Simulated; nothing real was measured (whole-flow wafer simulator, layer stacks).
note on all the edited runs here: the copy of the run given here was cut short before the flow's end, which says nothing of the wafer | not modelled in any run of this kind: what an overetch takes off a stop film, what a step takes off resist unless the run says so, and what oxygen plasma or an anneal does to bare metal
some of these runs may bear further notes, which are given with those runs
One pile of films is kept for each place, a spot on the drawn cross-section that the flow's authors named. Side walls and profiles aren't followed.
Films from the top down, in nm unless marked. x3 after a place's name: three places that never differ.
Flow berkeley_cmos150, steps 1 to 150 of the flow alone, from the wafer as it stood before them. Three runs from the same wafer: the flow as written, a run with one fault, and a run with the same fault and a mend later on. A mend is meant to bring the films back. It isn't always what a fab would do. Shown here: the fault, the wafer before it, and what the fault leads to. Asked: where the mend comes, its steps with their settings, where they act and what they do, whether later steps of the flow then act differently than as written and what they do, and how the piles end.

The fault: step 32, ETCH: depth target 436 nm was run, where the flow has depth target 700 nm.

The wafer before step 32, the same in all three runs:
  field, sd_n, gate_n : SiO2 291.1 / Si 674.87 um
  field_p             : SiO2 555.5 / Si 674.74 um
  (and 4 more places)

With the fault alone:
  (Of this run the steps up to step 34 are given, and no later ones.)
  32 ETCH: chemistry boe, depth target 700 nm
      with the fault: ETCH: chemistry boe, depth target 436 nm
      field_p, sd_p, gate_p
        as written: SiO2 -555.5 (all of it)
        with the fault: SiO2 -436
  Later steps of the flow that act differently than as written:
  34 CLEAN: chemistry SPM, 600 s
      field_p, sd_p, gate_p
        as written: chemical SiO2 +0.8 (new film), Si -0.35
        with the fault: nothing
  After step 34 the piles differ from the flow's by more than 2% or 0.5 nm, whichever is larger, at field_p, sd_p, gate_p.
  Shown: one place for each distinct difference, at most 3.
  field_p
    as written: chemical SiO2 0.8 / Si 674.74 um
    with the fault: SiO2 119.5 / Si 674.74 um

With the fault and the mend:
  The mend comes after step 33.
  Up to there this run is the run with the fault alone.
  33a ETCH: chemistry boe, depth target 264 nm (the flow's step 32 once more, with other settings)
      field_p, sd_p, gate_p
        SiO2 -119.5 (all of it)
  No later step of the flow acts differently than as written at any place that is followed.
  At the end the piles are the same as the flow's at every place that both follow.
